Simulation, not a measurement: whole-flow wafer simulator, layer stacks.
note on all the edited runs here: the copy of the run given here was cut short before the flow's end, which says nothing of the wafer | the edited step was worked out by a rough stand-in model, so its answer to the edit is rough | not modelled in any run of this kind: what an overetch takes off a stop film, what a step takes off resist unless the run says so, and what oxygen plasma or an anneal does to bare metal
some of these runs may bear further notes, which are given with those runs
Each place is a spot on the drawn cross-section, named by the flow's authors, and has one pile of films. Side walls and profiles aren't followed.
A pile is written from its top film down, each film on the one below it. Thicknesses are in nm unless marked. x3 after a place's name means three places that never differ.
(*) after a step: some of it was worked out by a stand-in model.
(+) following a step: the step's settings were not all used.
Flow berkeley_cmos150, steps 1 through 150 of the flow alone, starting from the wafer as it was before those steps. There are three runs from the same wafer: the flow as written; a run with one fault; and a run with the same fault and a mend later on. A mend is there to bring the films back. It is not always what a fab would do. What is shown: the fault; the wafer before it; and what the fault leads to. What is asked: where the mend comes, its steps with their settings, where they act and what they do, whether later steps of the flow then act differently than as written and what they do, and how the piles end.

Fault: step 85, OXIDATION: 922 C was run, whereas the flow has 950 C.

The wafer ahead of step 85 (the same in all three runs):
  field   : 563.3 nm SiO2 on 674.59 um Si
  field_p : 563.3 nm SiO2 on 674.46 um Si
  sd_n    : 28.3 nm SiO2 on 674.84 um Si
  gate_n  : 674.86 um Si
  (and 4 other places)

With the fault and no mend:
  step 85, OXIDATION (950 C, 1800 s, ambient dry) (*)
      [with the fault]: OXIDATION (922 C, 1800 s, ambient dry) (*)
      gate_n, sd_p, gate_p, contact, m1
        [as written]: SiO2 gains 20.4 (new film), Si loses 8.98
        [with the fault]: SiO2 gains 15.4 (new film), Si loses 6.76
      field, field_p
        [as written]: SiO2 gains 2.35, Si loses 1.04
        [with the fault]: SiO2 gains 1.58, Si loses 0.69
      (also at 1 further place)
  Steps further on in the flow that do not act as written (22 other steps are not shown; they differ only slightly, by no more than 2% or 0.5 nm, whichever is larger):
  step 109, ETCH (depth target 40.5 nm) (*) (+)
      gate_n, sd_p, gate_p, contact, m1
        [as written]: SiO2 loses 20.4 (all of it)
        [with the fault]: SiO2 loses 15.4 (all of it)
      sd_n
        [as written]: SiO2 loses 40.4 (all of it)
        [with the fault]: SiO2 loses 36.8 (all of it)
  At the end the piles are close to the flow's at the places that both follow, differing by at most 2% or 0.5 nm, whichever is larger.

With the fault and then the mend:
  After step 94 comes the mend.
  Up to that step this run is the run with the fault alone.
  step 94a, STRIP (*) (+)
      field_p
        KrF resist loses 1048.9 (all of it)
      sd_p
        KrF resist loses 1274.7 (all of it)
      gate_p
        KrF resist loses 1249.4 (all of it)
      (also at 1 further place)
  step 94b, CLEAN (chemistry SPM, 600 s) (the flow's step 77 again)
      leaves every film unchanged at each place that is followed
  step 94c, OXIDATION (950 C, 550 s, ambient dry) (*) (the flow's step 85 again, with other settings)
      gate_n, sd_p, gate_p, contact, m1
        SiO2 gains 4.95, Si loses 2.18
      field, field_p
        SiO2 gains 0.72, Si loses 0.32
      sd_n
        SiO2 gains 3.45, Si loses 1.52
  step 94d, HMDS (the flow's step 88 again)
      leaves every film unchanged at each place that is followed
  step 94e, COAT (KrF resist, thickness 1100 nm) (*) (the flow's step 89 again)
      field
        KrF resist gains 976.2 (new film)
      field_p
        KrF resist gains 1087.8 (new film)
      sd_n
        KrF resist gains 1243 (new film)
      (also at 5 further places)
  step 94f, SOFTBAKE (KrF resist) (the flow's step 90 again)
      leaves every film unchanged at each place that is followed
  step 94g, EXPOSE (photomask NWELL INV, NA 0.5, wavelength 248 nm) (*) (the flow's step 91 again)
      leaves every film unchanged at each place that is followed
  step 94h, PEB (KrF resist, 110 C, 90 s) (the flow's step 92 again)
      field
        KrF resist loses 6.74
      field_p
        KrF resist loses 7.53
      sd_n
        KrF resist loses 8.63
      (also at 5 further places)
  step 94i, DEVELOP (KrF resist, thickness 1100 nm, developer developer-D-0.26N, 45 s) (the flow's step 93 again)
      field_p, sd_p, gate_p, m1
        KrF resist loses 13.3
      field
        KrF resist loses 969.5 (all of it)
      sd_n
        KrF resist loses 1234.3 (all of it)
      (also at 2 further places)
  step 94j, HARDBAKE (120 C, 7200 s) (the flow's step 94 again)
      field_p
        KrF resist loses 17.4
      sd_p
        KrF resist loses 21.4
      gate_p
        KrF resist loses 20.9
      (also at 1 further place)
  Later steps of the flow that are run all act as written at every place that is followed, up to a difference of at most 2% or 0.5 nm, whichever is larger.
  At the end the piles are close to the flow's at the places that both follow, differing by at most 2% or 0.5 nm, whichever is larger.
